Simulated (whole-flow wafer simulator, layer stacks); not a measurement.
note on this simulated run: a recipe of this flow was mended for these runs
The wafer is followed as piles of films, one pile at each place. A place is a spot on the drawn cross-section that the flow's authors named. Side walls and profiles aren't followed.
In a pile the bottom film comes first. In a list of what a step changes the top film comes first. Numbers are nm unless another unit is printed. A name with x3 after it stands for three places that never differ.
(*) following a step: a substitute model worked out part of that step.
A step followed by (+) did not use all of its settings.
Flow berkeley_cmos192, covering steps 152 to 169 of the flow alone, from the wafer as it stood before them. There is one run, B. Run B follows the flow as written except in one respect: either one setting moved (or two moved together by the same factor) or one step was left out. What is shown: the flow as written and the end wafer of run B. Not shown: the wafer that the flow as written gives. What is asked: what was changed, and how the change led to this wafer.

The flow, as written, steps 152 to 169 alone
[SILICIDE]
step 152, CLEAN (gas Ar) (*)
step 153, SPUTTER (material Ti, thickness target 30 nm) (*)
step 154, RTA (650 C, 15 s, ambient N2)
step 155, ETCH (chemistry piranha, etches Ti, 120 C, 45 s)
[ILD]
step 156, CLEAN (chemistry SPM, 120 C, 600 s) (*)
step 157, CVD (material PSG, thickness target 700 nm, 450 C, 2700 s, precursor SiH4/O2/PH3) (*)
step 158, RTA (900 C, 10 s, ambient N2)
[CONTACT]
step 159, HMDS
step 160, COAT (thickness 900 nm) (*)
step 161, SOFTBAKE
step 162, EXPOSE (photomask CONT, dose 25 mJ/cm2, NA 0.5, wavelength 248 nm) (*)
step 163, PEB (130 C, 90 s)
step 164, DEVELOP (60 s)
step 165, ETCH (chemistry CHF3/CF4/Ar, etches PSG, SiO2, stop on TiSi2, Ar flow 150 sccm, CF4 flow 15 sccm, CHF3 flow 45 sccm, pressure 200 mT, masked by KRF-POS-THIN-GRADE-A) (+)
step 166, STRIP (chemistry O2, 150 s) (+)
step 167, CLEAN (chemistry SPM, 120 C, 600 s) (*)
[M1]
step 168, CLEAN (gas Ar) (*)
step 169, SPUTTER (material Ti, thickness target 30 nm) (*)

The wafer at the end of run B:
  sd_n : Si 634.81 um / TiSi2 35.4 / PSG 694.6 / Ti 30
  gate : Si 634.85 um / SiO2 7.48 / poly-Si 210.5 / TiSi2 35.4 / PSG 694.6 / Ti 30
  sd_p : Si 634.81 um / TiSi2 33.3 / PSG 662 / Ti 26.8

The reason: step 153, SPUTTER: thickness target 19 nm was run, though the flow has thickness target 30 nm.

How this came from the change, step by step:
  step 153, SPUTTER (material Ti, thickness target 30 nm) (*)
      field, sd_n, spacer_n, gate, spacer_p, gate_p, contact, m1: +19 Ti (new film) (it would be, as written: +30 Ti (new film))
      sd_p: +17.9 Ti (new film) (it would be, as written: +28.2 Ti (new film))
  step 154, RTA (650 C, 15 s, ambient N2)
      sd_n, contact, m1: -14.8 Ti, +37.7 TiSi2 C49 (new film), -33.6 Si (it would be, as written: -23.4 Ti, +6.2 TiSi first (new film), +50.3 TiSi2 C49 (new film), -49 Si)
      gate, gate_p: -14.8 Ti, +37.7 TiSi2 C49 (new film), -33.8 poly-Si (it would be, as written: -23.4 Ti, +6.2 TiSi first (new film), +50.3 TiSi2 C49 (new film), -49.2 poly-Si)
      (and at 1 other place as well)
  step 155, ETCH (chemistry piranha, etches Ti, 120 C, 45 s)
      sd_n, gate, gate_p, contact, m1: -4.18 Ti (all of it), -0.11 TiSi2 C49 (it would be, as written: -6.6 Ti (all of it), -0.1 TiSi first)
      sd_p: -3.93 Ti (all of it), -0.11 TiSi2 C49 (it would be, as written: -6.21 Ti (all of it), -0.1 TiSi first)
      (and at 3 other places as well)
  step 158, RTA (900 C, 10 s, ambient N2)
      sd_n, contact, m1: under 1 film: +35.4 TiSi2 (new film), -37.6 TiSi2 C49 (all of it) (it would be, as written: under 1 film: +55.9 TiSi2 (new film), -6.09 TiSi first (all of it), -50.3 TiSi2 C49 (all of it), -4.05 Si)
      gate, gate_p: under 1 film: +35.4 TiSi2 (new film), -37.6 TiSi2 C49 (all of it) (it would be, as written: under 1 film: +55.9 TiSi2 (new film), -6.09 TiSi first (all of it), -50.3 TiSi2 C49 (all of it), -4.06 poly-Si)
      (and at 1 other place as well)
